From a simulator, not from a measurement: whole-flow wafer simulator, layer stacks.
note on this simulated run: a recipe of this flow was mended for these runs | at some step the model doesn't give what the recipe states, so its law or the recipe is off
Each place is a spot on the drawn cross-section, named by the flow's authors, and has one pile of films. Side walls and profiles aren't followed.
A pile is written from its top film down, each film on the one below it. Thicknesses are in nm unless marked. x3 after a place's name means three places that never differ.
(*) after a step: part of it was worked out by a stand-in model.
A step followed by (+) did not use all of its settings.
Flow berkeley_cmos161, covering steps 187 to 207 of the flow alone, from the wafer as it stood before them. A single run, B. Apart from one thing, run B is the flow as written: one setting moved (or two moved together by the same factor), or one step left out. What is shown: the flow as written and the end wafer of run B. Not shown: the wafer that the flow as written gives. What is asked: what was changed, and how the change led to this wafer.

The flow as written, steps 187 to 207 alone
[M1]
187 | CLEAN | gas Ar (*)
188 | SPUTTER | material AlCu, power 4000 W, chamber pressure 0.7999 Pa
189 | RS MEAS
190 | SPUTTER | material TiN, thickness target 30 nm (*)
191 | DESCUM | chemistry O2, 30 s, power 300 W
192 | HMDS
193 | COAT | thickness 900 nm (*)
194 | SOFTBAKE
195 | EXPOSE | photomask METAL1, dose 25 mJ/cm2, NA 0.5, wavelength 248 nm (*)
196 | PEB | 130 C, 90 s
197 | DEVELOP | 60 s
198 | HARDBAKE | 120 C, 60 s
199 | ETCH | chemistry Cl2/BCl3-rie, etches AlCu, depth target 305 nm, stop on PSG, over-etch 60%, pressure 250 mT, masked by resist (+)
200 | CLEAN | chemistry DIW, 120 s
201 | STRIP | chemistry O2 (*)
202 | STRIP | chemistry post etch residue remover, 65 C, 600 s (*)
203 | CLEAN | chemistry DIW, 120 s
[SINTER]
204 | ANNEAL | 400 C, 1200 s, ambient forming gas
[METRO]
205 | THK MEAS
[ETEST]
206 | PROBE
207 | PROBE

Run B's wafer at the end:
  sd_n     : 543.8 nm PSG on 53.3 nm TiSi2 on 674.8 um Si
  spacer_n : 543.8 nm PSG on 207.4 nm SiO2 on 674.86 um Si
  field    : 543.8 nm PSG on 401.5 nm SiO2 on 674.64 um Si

The reason: step 199, ETCH: depth target 195 nm was run, though the flow has depth target 305 nm.

The path from the change to this, step by step:
  199 | ETCH | chemistry Cl2/BCl3-rie, etches AlCu, depth target 305 nm, stop on PSG, over-etch 60%, pressure 250 mT, masked by resist (+)
      field, sd_n, spacer_n, gate_n, spacer_p, gate_p: -30 TiN (all of it), -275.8 AlCu (all of it), -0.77 PSG (it would be, as written: -30 TiN (all of it), -275.8 AlCu (all of it), -22.8 PSG)
      contact, m1: -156 KrF-resist (it would be, as written: -244 KrF-resist)
      (and at 1 other place as well)
  201 | STRIP | chemistry O2 (*)
      contact: -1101 KrF-resist (all of it) (it would be, as written: -1013 KrF-resist (all of it))
      m1: -625.5 KrF-resist (all of it) (it would be, as written: -537.5 KrF-resist (all of it))
